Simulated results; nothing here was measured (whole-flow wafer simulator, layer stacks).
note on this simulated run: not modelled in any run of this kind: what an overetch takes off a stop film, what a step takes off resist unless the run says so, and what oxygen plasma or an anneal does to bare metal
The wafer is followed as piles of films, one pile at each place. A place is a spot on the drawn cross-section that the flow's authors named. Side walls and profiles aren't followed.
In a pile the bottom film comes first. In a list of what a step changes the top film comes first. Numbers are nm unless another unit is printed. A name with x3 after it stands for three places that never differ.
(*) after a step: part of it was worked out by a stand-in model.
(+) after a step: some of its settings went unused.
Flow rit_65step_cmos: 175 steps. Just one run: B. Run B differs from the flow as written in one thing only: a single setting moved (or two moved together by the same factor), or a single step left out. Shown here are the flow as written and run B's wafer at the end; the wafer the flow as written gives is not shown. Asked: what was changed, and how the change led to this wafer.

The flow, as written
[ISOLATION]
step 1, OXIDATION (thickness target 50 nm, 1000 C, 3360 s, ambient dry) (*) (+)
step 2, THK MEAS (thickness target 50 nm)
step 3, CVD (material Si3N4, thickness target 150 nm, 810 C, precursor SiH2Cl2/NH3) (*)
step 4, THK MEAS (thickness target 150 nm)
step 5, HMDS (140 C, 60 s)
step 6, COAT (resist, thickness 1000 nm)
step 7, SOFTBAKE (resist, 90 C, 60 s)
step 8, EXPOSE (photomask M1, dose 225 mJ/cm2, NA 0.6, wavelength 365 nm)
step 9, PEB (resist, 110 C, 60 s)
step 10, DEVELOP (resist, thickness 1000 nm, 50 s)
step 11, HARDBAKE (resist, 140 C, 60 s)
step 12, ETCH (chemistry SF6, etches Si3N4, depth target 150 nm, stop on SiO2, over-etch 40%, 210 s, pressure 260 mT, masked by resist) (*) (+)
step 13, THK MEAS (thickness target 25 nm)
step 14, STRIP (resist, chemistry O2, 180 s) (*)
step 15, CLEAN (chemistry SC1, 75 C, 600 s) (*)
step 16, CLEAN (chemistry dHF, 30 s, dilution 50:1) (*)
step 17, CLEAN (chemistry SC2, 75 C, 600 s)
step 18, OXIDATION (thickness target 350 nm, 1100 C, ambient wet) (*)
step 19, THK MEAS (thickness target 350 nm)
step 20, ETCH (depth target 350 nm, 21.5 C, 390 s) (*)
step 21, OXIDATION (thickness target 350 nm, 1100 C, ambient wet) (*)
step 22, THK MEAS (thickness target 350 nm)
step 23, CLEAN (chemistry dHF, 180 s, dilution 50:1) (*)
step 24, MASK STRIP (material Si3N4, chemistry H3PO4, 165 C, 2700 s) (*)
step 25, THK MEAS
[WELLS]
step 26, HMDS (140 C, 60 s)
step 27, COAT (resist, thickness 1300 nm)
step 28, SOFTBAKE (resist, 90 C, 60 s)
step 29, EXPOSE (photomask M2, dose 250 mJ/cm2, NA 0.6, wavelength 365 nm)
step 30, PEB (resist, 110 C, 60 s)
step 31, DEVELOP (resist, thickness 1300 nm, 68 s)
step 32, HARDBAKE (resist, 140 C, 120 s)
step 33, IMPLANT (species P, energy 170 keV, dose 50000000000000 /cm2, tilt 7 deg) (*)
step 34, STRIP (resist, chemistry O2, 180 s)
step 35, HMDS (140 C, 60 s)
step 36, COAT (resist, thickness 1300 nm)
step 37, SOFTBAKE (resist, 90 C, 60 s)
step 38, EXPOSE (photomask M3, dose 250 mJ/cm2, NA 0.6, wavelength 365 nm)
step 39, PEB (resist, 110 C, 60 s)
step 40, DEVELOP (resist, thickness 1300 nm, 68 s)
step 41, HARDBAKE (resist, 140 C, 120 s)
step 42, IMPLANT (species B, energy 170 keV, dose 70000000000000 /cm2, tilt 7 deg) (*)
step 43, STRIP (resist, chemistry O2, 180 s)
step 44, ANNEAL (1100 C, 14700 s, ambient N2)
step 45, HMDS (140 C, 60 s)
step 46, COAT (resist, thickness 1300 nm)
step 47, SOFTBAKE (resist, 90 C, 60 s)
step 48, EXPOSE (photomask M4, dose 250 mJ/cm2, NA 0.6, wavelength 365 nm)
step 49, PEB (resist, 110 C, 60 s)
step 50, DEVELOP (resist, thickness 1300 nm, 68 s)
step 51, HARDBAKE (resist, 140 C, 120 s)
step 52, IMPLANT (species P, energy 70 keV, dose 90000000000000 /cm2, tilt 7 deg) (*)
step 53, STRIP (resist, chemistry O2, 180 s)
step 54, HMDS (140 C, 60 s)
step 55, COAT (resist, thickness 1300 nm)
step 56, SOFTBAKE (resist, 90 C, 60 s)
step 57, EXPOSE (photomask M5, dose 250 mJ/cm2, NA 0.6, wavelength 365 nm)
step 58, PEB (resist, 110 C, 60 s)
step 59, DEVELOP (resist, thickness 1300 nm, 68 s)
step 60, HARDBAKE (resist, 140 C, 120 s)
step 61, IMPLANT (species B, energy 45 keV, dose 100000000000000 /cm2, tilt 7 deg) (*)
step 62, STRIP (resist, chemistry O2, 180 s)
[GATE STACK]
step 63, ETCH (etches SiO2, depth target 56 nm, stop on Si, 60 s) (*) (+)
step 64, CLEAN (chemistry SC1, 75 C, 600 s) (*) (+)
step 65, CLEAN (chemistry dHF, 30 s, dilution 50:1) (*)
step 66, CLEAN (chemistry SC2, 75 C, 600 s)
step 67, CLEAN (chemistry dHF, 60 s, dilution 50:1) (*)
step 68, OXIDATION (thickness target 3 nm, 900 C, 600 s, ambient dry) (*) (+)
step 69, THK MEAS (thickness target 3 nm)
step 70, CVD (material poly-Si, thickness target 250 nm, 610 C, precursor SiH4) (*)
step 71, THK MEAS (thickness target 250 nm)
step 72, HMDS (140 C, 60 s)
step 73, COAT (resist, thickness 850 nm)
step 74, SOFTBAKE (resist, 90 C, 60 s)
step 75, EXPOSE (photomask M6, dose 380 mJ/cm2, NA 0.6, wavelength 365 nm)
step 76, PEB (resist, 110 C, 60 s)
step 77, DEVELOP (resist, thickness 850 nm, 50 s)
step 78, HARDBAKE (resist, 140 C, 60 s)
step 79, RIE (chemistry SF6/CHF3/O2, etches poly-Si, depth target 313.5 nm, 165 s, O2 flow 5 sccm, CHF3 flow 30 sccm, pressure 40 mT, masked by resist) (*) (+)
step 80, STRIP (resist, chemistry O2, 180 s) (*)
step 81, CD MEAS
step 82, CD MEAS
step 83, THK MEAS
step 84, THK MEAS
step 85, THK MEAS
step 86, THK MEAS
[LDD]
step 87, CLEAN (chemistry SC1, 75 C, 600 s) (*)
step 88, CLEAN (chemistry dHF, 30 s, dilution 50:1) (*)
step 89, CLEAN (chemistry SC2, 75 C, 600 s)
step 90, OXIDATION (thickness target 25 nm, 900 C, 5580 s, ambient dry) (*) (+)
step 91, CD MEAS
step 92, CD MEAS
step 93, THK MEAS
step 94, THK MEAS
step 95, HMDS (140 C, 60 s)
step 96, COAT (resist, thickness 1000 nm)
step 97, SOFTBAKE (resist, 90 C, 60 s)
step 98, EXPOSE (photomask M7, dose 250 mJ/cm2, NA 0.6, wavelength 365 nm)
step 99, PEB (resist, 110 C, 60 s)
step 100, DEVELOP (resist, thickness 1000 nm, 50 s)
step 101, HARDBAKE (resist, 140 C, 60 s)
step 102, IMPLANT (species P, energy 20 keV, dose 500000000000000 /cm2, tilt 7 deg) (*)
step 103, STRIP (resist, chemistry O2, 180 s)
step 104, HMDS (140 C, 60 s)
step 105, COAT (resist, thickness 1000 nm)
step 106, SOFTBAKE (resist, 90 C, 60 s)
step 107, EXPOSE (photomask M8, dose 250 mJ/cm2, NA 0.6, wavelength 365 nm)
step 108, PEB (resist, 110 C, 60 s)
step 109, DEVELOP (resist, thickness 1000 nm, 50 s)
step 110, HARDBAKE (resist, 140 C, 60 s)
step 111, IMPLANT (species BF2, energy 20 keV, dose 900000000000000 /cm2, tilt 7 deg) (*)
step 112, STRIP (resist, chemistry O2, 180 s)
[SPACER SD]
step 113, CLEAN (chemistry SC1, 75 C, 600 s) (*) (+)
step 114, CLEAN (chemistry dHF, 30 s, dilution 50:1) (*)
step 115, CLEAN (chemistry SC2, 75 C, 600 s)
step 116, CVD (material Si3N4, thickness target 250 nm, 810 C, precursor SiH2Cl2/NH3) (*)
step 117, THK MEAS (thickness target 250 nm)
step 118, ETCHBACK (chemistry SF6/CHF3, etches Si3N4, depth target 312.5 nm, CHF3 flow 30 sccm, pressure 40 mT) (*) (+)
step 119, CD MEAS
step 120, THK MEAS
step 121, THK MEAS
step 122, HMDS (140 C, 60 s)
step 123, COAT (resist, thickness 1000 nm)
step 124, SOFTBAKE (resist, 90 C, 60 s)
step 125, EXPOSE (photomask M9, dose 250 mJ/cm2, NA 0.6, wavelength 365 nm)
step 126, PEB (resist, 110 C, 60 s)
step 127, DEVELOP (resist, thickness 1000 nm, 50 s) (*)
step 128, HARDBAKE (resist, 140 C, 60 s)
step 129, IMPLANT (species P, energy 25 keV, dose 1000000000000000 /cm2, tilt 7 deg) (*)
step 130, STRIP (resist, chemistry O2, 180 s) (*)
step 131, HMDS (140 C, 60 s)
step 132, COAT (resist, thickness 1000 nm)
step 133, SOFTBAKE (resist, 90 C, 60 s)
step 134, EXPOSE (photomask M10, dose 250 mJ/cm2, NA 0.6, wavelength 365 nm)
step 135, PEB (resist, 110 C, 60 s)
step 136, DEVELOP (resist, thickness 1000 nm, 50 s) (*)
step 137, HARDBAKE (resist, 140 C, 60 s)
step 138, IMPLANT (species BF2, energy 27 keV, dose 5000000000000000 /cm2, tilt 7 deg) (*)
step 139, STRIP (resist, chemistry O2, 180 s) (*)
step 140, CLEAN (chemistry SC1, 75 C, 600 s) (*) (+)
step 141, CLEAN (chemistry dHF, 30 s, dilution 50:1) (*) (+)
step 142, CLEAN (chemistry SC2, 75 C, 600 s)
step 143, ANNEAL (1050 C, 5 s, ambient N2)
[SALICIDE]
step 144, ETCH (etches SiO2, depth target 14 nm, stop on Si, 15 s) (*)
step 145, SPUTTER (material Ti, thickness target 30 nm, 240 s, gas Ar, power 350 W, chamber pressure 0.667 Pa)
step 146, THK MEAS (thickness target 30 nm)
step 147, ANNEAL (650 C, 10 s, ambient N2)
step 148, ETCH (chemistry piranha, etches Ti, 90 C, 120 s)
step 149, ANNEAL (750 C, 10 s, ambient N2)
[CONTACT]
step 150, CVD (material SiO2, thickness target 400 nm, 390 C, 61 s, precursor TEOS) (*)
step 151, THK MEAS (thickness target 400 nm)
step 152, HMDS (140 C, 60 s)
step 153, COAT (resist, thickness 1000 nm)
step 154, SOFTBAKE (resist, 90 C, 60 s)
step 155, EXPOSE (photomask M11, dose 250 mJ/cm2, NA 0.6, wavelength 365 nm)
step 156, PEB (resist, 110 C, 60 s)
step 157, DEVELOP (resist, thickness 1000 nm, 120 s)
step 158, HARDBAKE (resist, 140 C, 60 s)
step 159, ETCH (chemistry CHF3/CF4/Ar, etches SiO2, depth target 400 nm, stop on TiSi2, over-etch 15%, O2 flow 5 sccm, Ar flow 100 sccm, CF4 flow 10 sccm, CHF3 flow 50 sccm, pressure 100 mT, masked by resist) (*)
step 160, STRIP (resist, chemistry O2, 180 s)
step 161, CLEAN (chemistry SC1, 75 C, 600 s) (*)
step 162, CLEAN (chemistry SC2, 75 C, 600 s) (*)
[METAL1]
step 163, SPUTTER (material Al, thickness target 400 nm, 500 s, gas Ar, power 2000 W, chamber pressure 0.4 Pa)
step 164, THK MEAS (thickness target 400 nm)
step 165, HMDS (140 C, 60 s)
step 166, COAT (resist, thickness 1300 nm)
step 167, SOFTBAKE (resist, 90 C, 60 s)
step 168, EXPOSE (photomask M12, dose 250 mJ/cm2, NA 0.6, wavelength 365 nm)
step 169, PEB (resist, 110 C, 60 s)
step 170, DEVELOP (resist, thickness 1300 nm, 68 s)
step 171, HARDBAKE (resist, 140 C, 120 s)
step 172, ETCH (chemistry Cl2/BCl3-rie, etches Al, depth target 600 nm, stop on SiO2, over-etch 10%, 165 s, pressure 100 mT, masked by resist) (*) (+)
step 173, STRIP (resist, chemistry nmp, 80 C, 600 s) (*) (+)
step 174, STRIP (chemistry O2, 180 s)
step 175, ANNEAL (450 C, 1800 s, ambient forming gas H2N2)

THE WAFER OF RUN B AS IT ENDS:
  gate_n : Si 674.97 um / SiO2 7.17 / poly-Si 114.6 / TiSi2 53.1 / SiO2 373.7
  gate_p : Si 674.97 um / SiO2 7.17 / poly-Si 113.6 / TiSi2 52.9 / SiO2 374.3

What caused this: step 149, ANNEAL: 4 s was run, though the flow has 10 s.

How this came from the change, step by step:
  step 149, ANNEAL (750 C, 10 s, ambient N2)
      gate_n: TiSi2 gains 53.1 (new film), TiSi first loses 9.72 (all of it), TiSi2 C49 loses 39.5 (all of it), poly-Si loses 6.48 (in the flow as written it would be: TiSi2 gains 50.8 (new film), TiSi first loses 9.72 (all of it), TiSi2 C49 loses 39.5 (all of it), poly-Si loses 6.48)
      gate_p: TiSi2 gains 52.9 (new film), TiSi first loses 9.46 (all of it), TiSi2 C49 loses 39.6 (all of it), poly-Si loses 6.31 (in the flow as written it would be: TiSi2 gains 50.6 (new film), TiSi first loses 9.46 (all of it), TiSi2 C49 loses 39.6 (all of it), poly-Si loses 6.31)
